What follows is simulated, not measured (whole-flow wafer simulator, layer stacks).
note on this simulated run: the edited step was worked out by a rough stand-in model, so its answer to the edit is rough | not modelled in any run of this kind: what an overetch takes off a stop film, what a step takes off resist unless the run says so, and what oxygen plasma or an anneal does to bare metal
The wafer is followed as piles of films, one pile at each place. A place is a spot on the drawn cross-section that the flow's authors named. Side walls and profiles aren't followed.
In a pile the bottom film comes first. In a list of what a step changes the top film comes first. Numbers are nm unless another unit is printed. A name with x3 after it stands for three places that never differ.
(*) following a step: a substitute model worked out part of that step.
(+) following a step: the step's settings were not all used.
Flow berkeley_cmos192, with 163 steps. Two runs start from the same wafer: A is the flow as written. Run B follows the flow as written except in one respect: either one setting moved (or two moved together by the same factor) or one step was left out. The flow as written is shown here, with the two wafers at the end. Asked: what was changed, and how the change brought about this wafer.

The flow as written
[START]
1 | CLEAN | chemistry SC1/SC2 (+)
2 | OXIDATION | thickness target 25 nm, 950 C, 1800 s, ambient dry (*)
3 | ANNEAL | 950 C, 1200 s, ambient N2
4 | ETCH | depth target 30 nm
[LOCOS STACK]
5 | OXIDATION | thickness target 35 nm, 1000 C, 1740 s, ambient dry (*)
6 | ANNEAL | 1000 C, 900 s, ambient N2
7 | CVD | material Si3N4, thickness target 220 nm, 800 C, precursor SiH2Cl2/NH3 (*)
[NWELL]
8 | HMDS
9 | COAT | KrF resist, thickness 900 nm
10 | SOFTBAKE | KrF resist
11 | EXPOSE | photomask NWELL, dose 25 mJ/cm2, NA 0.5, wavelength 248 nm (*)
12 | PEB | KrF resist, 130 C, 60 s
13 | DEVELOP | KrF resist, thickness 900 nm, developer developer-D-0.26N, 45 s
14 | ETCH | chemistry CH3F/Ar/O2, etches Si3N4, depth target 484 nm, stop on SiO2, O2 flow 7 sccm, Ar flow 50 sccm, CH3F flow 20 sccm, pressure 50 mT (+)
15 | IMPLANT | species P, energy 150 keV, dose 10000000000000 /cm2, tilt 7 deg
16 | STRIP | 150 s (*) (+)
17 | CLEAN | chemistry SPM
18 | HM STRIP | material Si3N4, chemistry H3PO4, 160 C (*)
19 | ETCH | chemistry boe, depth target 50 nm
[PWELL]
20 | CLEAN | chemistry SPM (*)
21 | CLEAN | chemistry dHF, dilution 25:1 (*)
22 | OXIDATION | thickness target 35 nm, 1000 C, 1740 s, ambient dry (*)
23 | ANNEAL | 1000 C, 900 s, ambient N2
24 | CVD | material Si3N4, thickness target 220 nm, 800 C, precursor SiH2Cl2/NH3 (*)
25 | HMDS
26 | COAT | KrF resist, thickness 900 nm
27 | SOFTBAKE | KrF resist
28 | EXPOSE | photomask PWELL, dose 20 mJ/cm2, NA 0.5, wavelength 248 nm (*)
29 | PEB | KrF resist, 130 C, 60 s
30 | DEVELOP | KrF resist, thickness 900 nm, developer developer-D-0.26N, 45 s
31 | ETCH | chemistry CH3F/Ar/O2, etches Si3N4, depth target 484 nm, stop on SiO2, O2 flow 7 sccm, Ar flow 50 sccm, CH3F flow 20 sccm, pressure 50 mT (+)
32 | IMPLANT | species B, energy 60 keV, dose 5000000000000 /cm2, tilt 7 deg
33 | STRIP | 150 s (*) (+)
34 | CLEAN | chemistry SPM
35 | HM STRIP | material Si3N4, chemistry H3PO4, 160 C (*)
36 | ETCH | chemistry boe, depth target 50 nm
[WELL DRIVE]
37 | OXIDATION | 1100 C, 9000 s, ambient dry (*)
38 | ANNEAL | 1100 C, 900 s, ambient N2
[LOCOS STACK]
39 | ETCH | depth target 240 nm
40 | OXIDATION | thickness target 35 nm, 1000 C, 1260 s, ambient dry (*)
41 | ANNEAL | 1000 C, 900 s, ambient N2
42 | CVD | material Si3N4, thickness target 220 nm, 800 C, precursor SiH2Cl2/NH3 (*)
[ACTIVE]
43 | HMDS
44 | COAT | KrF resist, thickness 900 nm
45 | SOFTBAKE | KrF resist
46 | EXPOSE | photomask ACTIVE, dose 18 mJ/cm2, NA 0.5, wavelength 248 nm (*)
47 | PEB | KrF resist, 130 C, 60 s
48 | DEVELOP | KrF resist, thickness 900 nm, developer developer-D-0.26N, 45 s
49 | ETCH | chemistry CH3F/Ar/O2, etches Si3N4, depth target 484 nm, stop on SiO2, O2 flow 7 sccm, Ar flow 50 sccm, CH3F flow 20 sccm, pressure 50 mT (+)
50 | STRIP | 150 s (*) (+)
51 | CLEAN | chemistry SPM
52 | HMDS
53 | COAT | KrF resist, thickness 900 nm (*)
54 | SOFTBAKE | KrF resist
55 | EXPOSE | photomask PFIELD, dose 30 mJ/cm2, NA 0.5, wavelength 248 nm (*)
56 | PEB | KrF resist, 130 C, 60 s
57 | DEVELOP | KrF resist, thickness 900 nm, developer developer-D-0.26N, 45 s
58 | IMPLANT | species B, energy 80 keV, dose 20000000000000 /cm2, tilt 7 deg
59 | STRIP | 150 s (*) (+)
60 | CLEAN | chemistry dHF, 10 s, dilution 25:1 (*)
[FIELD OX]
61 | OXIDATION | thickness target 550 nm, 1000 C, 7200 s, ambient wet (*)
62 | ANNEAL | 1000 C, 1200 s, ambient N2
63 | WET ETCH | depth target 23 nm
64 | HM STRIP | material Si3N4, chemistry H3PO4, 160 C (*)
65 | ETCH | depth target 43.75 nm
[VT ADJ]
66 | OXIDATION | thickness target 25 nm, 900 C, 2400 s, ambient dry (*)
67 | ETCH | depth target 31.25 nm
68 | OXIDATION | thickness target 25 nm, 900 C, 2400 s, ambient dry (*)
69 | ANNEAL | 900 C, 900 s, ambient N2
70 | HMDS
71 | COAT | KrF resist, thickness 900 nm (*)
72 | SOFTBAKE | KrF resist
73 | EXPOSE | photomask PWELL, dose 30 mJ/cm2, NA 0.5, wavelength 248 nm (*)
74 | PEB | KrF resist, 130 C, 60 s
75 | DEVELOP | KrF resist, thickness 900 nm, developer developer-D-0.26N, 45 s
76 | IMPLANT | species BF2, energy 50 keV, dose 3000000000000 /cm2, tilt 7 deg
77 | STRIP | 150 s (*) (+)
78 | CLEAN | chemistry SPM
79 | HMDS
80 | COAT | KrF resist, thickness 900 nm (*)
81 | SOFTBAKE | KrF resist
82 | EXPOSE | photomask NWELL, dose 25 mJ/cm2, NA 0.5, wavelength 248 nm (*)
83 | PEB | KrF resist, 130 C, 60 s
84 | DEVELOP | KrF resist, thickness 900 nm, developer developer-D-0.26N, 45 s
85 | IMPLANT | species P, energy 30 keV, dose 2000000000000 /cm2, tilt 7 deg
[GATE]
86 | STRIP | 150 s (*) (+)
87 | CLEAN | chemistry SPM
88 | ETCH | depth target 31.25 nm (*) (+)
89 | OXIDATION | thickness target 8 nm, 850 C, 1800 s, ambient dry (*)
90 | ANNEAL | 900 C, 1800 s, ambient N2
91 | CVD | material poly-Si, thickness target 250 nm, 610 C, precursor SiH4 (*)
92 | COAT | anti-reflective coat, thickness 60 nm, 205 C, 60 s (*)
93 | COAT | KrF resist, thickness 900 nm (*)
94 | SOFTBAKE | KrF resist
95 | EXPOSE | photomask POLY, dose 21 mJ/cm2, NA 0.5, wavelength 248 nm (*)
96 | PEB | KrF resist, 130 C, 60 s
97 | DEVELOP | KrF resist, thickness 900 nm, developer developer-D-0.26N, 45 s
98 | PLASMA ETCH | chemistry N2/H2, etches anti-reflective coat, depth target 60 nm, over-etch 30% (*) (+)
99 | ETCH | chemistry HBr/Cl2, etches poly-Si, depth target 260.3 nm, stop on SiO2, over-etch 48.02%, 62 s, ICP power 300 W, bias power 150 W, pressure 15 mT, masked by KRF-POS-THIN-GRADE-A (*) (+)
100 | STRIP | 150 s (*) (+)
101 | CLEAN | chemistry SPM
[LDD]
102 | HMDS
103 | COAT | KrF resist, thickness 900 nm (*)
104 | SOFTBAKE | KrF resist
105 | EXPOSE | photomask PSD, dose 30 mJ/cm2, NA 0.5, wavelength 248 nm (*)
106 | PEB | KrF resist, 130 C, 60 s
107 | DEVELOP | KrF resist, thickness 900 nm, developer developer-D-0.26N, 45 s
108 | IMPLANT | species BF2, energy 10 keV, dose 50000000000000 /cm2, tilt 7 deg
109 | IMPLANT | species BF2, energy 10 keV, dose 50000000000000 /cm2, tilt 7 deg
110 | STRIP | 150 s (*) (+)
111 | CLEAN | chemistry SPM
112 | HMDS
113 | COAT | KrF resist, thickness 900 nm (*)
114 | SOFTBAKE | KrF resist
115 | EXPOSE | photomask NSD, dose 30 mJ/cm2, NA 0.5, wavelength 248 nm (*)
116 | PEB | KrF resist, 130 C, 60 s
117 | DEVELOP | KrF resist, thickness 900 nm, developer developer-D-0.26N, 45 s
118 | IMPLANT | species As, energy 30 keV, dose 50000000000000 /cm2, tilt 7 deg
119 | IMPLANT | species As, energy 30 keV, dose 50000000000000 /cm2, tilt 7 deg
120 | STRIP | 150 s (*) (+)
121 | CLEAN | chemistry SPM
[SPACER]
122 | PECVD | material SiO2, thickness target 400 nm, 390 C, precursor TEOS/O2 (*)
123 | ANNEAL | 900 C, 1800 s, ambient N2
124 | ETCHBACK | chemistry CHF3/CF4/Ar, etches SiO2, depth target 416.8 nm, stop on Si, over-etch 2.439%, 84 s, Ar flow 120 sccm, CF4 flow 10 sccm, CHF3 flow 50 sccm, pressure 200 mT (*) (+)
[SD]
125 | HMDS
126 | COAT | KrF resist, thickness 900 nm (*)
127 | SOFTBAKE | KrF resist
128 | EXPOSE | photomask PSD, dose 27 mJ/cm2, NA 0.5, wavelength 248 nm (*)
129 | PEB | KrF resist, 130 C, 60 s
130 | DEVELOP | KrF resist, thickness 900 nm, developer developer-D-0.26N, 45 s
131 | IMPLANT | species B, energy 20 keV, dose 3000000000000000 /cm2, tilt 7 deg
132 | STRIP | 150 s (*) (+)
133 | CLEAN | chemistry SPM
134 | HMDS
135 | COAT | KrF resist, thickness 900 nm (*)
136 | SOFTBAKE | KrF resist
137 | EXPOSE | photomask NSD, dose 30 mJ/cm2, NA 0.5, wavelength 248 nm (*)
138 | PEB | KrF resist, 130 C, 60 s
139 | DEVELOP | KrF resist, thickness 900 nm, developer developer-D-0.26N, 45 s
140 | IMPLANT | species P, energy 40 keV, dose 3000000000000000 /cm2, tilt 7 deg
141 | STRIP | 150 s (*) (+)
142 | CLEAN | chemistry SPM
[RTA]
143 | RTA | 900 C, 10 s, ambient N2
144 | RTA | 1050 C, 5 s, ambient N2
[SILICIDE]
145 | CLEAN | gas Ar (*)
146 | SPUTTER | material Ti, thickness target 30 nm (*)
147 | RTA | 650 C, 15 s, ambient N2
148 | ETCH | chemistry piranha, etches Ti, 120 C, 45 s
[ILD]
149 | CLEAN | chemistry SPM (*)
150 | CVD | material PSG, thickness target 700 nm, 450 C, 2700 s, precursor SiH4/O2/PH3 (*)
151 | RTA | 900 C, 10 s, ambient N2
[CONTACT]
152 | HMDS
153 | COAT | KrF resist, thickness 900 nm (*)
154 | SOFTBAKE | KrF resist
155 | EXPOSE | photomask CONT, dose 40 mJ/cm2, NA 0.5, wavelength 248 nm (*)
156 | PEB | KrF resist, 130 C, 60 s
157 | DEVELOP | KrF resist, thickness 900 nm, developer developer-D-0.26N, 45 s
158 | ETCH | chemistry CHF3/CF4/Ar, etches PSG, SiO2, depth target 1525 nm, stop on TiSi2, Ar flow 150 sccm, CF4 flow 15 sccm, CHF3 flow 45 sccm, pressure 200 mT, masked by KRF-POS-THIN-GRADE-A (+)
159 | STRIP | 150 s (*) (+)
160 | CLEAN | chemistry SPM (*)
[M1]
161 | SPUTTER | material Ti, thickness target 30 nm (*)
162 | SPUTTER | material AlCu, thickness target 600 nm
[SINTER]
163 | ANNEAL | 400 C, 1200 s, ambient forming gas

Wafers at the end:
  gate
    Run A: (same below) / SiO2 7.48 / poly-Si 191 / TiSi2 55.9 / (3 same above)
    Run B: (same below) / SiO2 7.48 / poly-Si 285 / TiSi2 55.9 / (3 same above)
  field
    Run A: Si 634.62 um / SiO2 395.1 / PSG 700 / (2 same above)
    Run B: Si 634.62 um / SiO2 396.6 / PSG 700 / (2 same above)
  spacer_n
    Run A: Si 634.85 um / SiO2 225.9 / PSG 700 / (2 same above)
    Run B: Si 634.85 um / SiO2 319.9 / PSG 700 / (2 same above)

Cause: step 91, CVD: thickness target 344 nm was run, while the flow as written has thickness target 250 nm.

The path from the change to this, step by step:
  91 | CVD | material poly-Si, thickness target 250 nm, 610 C, precursor SiH4 (*)
      field, sd_n, spacer_n and 6 more: A +250 poly-Si (new film) | B +344 poly-Si (new film)
  92 | COAT | anti-reflective coat, thickness 60 nm, 205 C, 60 s (*)
      field: A +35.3 anti-reflective coat (new film) | B +36.4 anti-reflective coat (new film)
      sd_n: A +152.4 anti-reflective coat (new film) | B +156.6 anti-reflective coat (new film)
      (and at 1 other place as well)
  98 | PLASMA ETCH | chemistry N2/H2, etches anti-reflective coat, depth target 60 nm, over-etch 30% (*) (+)
      field: A -35.3 anti-reflective coat (all of it), -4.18 poly-Si | B -36.4 anti-reflective coat (all of it), -4.29 poly-Si
      sd_n: A -152.4 anti-reflective coat (all of it), -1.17 poly-Si | B -156.6 anti-reflective coat (all of it), -1.2 poly-Si
      (and at 1 other place as well)
  99 | ETCH | chemistry HBr/Cl2, etches poly-Si, depth target 260.3 nm, stop on SiO2, over-etch 48.02%, 62 s, ICP power 300 W, bias power 150 W, pressure 15 mT, masked by KRF-POS-THIN-GRADE-A (*) (+)
      field, spacer_n: A -245.8 poly-Si (all of it), -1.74 SiO2 | B -339.7 poly-Si (all of it), -0.23 SiO2
      sd_n: A -248.8 poly-Si (all of it), -1.51 SiO2 | B -342.8 poly-Si (all of it), -0.21 SiO2
      (and at 4 other places as well)
  103 | COAT | KrF resist, thickness 900 nm (*)
      gate: A +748 KrF resist (new film) | B +669.2 KrF resist (new film)
      gate_p: A +744.1 KrF resist (new film) | B +665.3 KrF resist (new film)
  107 | DEVELOP | KrF resist, thickness 900 nm, developer developer-D-0.26N, 45 s
      gate_p: A -742.9 KrF resist (all of it) | B -664.3 KrF resist (all of it)
  110 | STRIP | 150 s (*) (+)
      gate: A -732.7 KrF resist (all of it), +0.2 chemical SiO2, -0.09 poly-Si | B -654 KrF resist (all of it), +0.2 chemical SiO2, -0.09 poly-Si
  113 | COAT | KrF resist, thickness 900 nm (*)
      gate: A +747.9 KrF resist (new film) | B +669.1 KrF resist (new film)
      gate_p: A +743.9 KrF resist (new film) | B +665.1 KrF resist (new film)
  117 | DEVELOP | KrF resist, thickness 900 nm, developer developer-D-0.26N, 45 s
      gate: A -746.8 KrF resist (all of it) | B -668.1 KrF resist (all of it)
  120 | STRIP | 150 s (*) (+)
      gate_p: A -728.6 KrF resist (all of it), +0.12 chemical SiO2, -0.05 poly-Si | B -649.9 KrF resist (all of it), +0.12 chemical SiO2, -0.05 poly-Si
  124 | ETCHBACK | chemistry CHF3/CF4/Ar, etches SiO2, depth target 416.8 nm, stop on Si, over-etch 2.439%, 84 s, Ar flow 120 sccm, CF4 flow 10 sccm, CHF3 flow 50 sccm, pressure 200 mT (*) (+)
      spacer_n: A -160 SiO2 | B -66.3 SiO2
      spacer_p: A -159.9 SiO2 | B -66.2 SiO2
  126 | COAT | KrF resist, thickness 900 nm (*)
      spacer_n: A +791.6 KrF resist (new film) | B +723 KrF resist (new film)
      gate: A +771.5 KrF resist (new film) | B +704.5 KrF resist (new film)
      (and at 2 other places as well)
  130 | DEVELOP | KrF resist, thickness 900 nm, developer developer-D-0.26N, 45 s
      spacer_p: A -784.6 KrF resist (all of it) | B -716.3 KrF resist (all of it)
      gate_p: A -764.3 KrF resist (all of it) | B -697.7 KrF resist (all of it)
  132 | STRIP | 150 s (*) (+)
      spacer_n: A -776.1 KrF resist (all of it) | B -707.7 KrF resist (all of it)
      gate: A +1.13 chemical SiO2 (new film), -756.1 KrF resist (all of it), -0.5 poly-Si | B +1.13 chemical SiO2 (new film), -689.2 KrF resist (all of it), -0.5 poly-Si
  135 | COAT | KrF resist, thickness 900 nm (*)
      spacer_n: A +791.1 KrF resist (new film) | B +723.2 KrF resist (new film)
      gate: A +770.3 KrF resist (new film) | B +704.1 KrF resist (new film)
      (and at 2 other places as well)
  139 | DEVELOP | KrF resist, thickness 900 nm, developer developer-D-0.26N, 45 s
      spacer_n: A -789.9 KrF resist (all of it) | B -722.1 KrF resist (all of it)
      gate: A -769.1 KrF resist (all of it) | B -703 KrF resist (all of it)
  ... 2 other steps ...
  159 | STRIP | 150 s (*) (+)
      spacer_n: A -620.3 KrF resist (all of it) | B -570.4 KrF resist (all of it)
      gate: A -600.1 KrF resist (all of it) | B -556.5 KrF resist (all of it)
      (and at 3 other places as well)
